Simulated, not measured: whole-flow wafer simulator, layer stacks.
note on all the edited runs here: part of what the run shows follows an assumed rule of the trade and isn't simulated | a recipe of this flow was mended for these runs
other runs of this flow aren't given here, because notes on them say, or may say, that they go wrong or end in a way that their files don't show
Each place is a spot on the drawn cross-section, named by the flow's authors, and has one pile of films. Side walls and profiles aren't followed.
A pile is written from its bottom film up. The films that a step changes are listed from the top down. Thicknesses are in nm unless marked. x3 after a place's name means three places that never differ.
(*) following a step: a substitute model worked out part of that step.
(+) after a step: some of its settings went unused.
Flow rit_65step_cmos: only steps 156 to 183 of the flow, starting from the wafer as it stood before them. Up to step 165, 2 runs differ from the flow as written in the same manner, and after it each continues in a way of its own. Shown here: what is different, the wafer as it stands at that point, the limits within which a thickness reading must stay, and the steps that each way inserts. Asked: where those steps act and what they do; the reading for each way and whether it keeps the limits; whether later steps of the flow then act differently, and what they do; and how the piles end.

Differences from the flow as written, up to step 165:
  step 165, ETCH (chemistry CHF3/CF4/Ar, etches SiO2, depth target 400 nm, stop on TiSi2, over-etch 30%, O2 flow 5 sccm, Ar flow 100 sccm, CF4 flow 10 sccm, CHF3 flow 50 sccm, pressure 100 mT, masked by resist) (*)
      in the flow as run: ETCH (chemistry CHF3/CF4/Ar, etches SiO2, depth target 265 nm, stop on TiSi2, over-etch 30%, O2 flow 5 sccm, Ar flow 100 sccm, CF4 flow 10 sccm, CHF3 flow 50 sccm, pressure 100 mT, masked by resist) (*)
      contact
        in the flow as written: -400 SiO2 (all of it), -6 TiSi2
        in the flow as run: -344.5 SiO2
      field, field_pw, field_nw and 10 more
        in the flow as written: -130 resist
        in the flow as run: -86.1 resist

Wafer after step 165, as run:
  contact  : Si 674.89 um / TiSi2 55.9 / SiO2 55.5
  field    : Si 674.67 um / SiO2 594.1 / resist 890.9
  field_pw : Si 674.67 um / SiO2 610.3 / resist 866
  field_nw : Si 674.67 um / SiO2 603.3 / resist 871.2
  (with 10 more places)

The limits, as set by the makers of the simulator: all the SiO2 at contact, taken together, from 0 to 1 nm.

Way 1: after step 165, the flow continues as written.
  Reading after step 165: 55.5 nm, not within the limits.
  Later steps of the flow acting differently than as written (2 more steps, not shown, differ only slightly: by at most 2% or 0.5 nm, whichever is larger):
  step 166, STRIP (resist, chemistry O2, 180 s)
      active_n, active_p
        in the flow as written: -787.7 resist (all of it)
        going this way: -831.6 resist (all of it)
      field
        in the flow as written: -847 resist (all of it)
        going this way: -890.9 resist (all of it)
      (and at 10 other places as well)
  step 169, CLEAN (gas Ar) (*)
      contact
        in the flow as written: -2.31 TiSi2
        going this way: -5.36 SiO2
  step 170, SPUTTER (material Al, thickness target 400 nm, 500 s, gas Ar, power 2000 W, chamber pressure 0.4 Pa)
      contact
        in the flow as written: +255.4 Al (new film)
        going this way: +273.5 Al (new film)
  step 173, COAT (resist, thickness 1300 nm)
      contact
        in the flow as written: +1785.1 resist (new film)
        going this way: +1719.4 resist (new film)
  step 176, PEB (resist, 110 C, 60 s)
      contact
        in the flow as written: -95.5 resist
        going this way: -91.8 resist
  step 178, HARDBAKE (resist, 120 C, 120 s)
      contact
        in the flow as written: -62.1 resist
        going this way: -59.6 resist
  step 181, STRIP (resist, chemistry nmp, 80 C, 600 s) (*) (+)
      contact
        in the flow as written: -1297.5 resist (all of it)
        going this way: -1238 resist (all of it)
  By the end, the piles at contact depart from the flow's by more than 2% or 0.5 nm, whichever is larger.
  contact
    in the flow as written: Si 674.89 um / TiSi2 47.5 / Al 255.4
    going this way: Si 674.89 um / TiSi2 55.9 / SiO2 50 / Al 273.5

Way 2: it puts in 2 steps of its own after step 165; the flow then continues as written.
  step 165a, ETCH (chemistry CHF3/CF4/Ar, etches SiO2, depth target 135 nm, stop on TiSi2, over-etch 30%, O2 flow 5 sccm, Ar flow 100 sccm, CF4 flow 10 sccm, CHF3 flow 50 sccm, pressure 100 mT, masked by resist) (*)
      field, field_pw, field_nw and 10 more
        -43.9 resist
      contact
        -55.5 SiO2 (all of it), -6 TiSi2
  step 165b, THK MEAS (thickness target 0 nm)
      does not change any film at any place that is followed
  Reading after step 165b: 0 nm, inside the limits.
  Every later step of the flow that is run acts as written at every place that is followed.
  At every place that both follow, the piles at the end match the flow's.

The limits are kept by: way 2. They are not kept by: way 1.
